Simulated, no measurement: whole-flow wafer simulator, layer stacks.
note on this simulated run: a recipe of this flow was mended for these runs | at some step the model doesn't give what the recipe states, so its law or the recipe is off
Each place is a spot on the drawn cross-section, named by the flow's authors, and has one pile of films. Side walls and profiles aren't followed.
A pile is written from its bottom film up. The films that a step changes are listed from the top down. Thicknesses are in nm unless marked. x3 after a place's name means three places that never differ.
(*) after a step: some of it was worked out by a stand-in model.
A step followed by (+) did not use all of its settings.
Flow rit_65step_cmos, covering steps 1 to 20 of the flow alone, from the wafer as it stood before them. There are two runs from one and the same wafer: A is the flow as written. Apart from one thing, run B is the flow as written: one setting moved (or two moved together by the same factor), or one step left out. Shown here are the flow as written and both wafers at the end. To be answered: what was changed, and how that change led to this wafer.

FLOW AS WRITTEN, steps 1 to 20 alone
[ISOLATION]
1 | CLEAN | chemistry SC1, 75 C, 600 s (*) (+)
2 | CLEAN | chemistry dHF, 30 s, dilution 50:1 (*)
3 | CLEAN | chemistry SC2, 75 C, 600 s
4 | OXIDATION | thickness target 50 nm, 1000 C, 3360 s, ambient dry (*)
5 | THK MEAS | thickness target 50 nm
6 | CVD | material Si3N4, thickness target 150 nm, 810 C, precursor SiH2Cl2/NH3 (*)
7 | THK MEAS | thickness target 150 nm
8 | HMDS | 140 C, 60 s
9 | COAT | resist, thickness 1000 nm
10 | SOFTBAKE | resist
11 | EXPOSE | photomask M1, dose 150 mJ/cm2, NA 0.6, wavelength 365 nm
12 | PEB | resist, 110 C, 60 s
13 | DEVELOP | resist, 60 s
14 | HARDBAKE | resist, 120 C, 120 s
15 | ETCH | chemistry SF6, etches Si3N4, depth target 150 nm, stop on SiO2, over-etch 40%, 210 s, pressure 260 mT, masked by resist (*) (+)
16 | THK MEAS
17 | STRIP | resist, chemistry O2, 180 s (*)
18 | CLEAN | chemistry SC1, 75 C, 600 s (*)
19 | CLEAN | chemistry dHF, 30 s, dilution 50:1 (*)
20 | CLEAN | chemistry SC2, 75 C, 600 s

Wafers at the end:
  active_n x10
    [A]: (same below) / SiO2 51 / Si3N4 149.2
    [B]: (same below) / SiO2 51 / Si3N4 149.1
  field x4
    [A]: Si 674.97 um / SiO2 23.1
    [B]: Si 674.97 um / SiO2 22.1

Cause: step 18, CLEAN: 82 C was run, whereas the flow has 75 C.

How this came from the change, step by step:
  18 | CLEAN | chemistry SC1, 75 C, 600 s (*)
      field x4: A SiO2 loses 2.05 | B SiO2 loses 3.03
